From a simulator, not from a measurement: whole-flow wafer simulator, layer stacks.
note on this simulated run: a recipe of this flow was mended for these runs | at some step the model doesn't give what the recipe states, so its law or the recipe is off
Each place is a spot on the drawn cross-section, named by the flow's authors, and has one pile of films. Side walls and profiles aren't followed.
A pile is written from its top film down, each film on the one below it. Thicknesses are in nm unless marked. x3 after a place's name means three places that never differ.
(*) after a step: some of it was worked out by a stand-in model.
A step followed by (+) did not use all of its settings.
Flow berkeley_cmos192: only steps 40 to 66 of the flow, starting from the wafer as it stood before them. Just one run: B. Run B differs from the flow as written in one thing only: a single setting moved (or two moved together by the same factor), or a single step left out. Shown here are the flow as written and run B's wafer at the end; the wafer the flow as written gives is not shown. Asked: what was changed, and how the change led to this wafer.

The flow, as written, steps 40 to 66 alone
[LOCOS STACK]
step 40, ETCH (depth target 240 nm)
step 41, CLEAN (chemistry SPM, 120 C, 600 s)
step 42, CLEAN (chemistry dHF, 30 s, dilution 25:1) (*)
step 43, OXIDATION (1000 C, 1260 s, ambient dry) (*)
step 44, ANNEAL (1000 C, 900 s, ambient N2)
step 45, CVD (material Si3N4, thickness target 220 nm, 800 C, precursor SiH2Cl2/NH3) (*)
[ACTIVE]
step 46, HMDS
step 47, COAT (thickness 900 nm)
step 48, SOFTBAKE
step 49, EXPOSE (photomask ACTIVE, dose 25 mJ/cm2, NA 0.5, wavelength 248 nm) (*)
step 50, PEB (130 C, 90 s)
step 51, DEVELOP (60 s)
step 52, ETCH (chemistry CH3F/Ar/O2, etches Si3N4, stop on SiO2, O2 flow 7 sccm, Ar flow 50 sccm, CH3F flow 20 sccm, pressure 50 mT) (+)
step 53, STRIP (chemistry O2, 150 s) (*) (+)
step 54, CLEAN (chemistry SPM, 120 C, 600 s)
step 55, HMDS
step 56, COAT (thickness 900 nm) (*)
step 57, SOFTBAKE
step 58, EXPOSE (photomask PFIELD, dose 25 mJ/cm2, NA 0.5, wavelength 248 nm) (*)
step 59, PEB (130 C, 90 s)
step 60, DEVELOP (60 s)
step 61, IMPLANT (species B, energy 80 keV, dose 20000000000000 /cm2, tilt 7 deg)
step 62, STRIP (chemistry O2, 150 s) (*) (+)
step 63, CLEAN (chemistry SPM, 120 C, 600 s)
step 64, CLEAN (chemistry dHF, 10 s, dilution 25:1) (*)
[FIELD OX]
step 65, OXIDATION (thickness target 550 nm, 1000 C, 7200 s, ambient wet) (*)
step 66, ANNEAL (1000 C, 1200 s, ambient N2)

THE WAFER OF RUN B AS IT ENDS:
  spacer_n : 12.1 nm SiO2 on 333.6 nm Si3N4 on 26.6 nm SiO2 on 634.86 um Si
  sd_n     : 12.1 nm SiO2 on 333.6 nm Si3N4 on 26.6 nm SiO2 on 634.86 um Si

What caused this: step 45, CVD: thickness target 341 nm was run, though the flow has thickness target 220 nm.

Step by step, how the change led to this:
  step 45, CVD (material Si3N4, thickness target 220 nm, 800 C, precursor SiH2Cl2/NH3) (*)
      field, sd_n, spacer_n and 6 more: Si3N4 gains 341 (new film) (it would be, as written: Si3N4 gains 220 (new film))
  step 52, ETCH (chemistry CH3F/Ar/O2, etches Si3N4, stop on SiO2, O2 flow 7 sccm, Ar flow 50 sccm, CH3F flow 20 sccm, pressure 50 mT) (+)
      sd_n, spacer_n, gate, sd_p, spacer_p, gate_p, contact, m1: KrF-resist loses 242 (it would be, as written: KrF-resist loses 161.3)
      field: Si3N4 loses 341 (all of it), SiO2 loses 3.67 (it would be, as written: Si3N4 loses 220 (all of it), SiO2 loses 3.67)
  step 53, STRIP (chemistry O2, 150 s) (*) (+)
      sd_n, spacer_n, gate, sd_p, spacer_p, gate_p, contact, m1: KrF-resist loses 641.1 (all of it) (it would be, as written: KrF-resist loses 721.7 (all of it))
  step 56, COAT (thickness 900 nm) (*)
      field: KrF-resist gains 995.6 (new film) (it would be, as written: KrF-resist gains 961.2 (new film))
      sd_n: KrF-resist gains 724.2 (new film) (it would be, as written: KrF-resist gains 785.2 (new film))
      (as well as at 7 more places)
  step 60, DEVELOP (60 s)
      field: KrF-resist loses 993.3 (all of it) (it would be, as written: KrF-resist loses 959 (all of it))
  step 62, STRIP (chemistry O2, 150 s) (*) (+)
      sd_n: KrF-resist loses 707.7 (all of it) (it would be, as written: KrF-resist loses 768.5 (all of it))
      spacer_n: KrF-resist loses 760 (all of it) (it would be, as written: KrF-resist loses 801.2 (all of it))
      (as well as at 6 more places)
  step 65, OXIDATION (thickness target 550 nm, 1000 C, 7200 s, ambient wet) (*)
      sd_n, sd_p: SiO2 gains 12.1 (new film), Si3N4 loses 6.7 (it would be, as written: SiO2 gains 12.1 (new film), Si3N4 loses 6.7, SiO2 gains 0.06, Si loses 0.06)
      gate: SiO2 gains 12.1 (new film), Si3N4 loses 6.7 (it would be, as written: SiO2 gains 12.1 (new film), Si3N4 loses 6.7, SiO2 gains 0.05, Si loses 0.05)
